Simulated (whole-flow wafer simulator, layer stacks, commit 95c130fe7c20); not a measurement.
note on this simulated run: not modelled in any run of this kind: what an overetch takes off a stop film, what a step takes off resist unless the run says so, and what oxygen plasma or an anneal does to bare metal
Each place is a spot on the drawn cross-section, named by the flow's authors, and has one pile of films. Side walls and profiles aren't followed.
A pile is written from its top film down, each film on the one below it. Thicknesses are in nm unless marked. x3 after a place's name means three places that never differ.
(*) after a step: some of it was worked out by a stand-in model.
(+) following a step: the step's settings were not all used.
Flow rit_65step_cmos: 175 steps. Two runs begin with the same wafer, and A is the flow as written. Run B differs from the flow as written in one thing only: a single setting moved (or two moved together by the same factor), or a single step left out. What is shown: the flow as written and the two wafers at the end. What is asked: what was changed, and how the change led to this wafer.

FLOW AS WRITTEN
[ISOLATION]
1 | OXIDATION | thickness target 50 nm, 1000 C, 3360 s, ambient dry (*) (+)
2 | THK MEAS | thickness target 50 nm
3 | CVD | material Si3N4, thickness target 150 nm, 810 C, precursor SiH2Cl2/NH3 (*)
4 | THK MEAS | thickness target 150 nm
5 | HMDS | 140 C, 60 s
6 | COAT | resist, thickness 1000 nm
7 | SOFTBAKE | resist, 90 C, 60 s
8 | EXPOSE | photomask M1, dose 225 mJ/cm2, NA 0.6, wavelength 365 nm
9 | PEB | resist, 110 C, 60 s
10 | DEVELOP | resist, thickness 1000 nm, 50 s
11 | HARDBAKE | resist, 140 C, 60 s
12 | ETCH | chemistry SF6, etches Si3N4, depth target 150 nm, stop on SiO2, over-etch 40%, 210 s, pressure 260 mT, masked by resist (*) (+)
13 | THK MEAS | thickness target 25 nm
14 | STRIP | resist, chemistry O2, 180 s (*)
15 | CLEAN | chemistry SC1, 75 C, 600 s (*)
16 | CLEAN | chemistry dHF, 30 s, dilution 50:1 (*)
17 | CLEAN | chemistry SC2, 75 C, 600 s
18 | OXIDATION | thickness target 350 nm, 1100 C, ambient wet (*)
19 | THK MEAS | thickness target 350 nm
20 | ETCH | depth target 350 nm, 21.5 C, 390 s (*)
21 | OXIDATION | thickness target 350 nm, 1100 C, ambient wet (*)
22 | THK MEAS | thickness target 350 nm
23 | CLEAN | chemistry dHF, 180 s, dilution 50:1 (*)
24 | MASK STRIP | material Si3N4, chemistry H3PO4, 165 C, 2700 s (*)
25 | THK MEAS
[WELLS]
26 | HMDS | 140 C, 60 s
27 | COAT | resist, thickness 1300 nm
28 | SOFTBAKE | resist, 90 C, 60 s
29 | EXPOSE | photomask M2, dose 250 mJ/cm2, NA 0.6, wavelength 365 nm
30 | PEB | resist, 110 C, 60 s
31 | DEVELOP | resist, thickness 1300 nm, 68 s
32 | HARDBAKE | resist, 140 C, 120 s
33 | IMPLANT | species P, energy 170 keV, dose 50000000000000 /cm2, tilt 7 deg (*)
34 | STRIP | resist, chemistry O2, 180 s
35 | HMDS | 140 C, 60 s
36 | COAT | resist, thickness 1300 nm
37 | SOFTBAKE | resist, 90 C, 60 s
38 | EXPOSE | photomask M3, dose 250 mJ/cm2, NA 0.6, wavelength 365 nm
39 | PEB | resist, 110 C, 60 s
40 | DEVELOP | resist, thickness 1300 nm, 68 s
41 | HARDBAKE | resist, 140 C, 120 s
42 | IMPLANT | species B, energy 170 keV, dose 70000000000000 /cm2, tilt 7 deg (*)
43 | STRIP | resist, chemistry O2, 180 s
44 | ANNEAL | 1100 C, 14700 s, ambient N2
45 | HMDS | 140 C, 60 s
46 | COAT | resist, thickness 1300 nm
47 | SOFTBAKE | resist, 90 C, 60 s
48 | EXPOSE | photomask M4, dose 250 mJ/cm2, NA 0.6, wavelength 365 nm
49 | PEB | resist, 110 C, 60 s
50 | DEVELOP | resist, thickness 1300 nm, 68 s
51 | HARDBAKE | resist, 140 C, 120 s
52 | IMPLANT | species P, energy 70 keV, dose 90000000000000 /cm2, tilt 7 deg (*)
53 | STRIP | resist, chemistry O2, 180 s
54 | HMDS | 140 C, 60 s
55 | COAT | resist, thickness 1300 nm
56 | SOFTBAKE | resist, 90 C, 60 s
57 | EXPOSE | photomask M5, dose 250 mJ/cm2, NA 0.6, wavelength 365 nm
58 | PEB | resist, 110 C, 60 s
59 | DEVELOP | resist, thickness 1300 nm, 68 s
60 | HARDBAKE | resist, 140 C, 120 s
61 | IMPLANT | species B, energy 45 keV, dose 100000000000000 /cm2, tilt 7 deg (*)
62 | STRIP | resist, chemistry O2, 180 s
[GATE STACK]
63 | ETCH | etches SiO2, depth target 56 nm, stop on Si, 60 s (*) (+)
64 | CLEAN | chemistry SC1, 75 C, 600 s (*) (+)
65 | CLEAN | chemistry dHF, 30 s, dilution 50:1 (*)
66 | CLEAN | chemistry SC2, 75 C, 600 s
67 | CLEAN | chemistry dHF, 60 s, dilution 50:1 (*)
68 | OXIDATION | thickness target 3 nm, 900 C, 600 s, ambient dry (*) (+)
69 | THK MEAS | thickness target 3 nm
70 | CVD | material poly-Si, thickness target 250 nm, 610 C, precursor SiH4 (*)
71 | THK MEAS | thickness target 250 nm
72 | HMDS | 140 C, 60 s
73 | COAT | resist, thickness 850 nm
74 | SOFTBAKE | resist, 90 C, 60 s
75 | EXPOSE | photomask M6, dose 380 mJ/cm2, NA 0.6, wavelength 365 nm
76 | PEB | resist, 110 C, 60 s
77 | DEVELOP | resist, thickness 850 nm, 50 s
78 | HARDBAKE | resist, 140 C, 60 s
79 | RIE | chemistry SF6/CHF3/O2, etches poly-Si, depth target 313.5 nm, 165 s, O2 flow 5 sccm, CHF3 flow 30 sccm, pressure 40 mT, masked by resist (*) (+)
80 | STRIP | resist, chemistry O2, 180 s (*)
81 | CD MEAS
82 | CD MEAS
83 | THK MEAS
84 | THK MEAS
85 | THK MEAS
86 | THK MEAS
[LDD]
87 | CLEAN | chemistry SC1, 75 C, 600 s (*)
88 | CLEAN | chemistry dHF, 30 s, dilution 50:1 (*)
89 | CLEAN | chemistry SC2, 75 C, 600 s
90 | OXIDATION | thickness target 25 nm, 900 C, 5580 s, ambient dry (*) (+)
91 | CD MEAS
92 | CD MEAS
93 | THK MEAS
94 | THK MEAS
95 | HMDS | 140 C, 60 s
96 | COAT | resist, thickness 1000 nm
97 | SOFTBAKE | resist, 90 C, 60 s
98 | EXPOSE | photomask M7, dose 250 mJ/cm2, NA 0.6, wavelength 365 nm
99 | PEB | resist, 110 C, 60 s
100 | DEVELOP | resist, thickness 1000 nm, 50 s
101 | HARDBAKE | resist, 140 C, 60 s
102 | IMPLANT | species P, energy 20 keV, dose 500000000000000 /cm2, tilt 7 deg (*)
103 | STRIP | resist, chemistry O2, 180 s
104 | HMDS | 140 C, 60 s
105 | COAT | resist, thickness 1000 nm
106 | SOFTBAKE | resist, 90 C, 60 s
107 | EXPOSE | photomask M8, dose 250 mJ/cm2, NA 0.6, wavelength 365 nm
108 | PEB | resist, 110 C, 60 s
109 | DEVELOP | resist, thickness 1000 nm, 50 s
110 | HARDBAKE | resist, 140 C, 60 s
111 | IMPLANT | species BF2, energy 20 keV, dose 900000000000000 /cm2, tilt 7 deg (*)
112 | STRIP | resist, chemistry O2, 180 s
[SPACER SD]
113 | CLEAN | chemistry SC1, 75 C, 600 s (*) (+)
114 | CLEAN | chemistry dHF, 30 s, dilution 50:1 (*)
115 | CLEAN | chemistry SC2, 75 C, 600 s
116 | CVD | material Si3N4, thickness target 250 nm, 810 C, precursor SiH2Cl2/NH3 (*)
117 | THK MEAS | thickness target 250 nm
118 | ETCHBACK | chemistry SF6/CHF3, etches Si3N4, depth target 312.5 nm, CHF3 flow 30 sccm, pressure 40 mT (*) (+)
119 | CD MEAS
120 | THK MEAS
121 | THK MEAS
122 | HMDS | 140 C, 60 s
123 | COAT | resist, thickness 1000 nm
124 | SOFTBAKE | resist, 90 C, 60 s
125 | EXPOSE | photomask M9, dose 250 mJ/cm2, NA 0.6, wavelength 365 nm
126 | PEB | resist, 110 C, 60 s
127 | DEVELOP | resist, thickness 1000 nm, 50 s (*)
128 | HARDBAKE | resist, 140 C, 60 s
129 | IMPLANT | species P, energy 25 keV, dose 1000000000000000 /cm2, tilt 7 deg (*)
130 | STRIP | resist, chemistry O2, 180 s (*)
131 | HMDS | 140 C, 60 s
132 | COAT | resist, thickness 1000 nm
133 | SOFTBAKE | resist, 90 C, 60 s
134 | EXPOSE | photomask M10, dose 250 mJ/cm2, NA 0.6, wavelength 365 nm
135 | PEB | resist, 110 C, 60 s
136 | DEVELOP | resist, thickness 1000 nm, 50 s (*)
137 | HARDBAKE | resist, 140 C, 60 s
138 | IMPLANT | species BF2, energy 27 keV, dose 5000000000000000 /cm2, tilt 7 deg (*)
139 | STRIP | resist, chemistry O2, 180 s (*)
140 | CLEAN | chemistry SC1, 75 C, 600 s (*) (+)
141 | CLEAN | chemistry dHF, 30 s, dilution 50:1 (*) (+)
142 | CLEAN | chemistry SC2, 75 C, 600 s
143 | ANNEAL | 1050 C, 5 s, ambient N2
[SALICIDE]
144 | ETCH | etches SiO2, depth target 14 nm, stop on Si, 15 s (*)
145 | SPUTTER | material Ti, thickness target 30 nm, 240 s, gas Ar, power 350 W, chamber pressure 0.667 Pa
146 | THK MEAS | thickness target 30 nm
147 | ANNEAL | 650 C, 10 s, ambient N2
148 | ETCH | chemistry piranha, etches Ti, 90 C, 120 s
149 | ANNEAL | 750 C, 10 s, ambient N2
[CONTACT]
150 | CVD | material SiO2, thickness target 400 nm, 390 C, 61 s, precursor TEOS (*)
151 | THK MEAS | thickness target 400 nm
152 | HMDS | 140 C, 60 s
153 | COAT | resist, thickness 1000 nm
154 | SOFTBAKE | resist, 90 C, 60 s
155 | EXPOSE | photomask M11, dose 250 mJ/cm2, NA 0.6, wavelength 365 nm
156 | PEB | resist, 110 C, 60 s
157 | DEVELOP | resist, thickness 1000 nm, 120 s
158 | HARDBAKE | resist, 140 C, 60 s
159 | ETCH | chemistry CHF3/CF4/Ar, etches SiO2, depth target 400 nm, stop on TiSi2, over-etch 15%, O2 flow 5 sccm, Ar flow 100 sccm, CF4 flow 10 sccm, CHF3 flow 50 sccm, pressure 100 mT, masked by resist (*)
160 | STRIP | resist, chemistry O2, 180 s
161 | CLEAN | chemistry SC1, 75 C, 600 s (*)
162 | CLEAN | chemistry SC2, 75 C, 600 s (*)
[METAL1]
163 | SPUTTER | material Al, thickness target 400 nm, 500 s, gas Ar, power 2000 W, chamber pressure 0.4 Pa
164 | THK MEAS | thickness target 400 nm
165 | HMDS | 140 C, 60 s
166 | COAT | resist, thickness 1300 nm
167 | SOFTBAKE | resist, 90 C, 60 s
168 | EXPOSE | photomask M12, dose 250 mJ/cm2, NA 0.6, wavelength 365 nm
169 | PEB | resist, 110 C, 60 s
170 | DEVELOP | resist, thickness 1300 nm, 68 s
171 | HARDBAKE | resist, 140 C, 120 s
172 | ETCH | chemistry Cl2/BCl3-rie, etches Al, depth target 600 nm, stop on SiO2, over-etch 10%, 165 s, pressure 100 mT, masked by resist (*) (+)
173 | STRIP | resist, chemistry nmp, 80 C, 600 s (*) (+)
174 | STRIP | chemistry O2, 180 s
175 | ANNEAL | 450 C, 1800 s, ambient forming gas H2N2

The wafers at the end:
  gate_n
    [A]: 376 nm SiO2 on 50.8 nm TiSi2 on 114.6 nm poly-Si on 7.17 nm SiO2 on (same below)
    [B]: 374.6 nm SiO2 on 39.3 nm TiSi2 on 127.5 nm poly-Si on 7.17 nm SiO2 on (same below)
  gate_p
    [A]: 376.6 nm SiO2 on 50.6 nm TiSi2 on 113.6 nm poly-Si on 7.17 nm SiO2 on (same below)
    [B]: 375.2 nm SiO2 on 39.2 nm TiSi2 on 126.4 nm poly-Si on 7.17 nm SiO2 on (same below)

The reason: step 145, SPUTTER: thickness target 22 nm was run, while the flow as written has thickness target 30 nm.

How this came from the change, step by step:
  145 | SPUTTER | material Ti, thickness target 30 nm, 240 s, gas Ar, power 350 W, chamber pressure 0.667 Pa
      field, field_pw, field_nw, field_p, spacer, spacer_p: A Ti gains 30 (new film) | B Ti gains 22 (new film)
      gate_n: A Ti gains 27.3 (new film) | B Ti gains 20 (new film)
      (as well as at 1 more place)
  147 | ANNEAL | 650 C, 10 s, ambient N2
      gate_n: A Ti loses 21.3, TiSi first gains 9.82 (new film), TiSi2 C49 gains 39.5 (new film), poly-Si loses 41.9 | B Ti loses 15.6, TiSi2 C49 gains 39.6 (new film), poly-Si loses 35.5
      gate_p: A Ti loses 21.2, TiSi first gains 9.56 (new film), TiSi2 C49 gains 39.6 (new film), poly-Si loses 41.9 | B Ti loses 15.5, TiSi2 C49 gains 39.5 (new film), poly-Si loses 35.4
  148 | ETCH | chemistry piranha, etches Ti, 90 C, 120 s
      gate_n: A Ti loses 6 (all of it), TiSi first loses 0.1 | B Ti loses 4.4 (all of it), TiSi2 C49 loses 0.11
      gate_p: A Ti loses 5.97 (all of it), TiSi first loses 0.1 | B Ti loses 4.38 (all of it), TiSi2 C49 loses 0.11
      (as well as at 6 more places)
  149 | ANNEAL | 750 C, 10 s, ambient N2
      gate_n: A TiSi2 gains 50.8 (new film), TiSi first loses 9.72 (all of it), TiSi2 C49 loses 39.5 (all of it), poly-Si loses 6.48 | B TiSi2 gains 39.3 (new film), TiSi2 C49 loses 39.5 (all of it)
      gate_p: A TiSi2 gains 50.6 (new film), TiSi first loses 9.46 (all of it), TiSi2 C49 loses 39.6 (all of it), poly-Si loses 6.31 | B TiSi2 gains 39.2 (new film), TiSi2 C49 loses 39.4 (all of it)
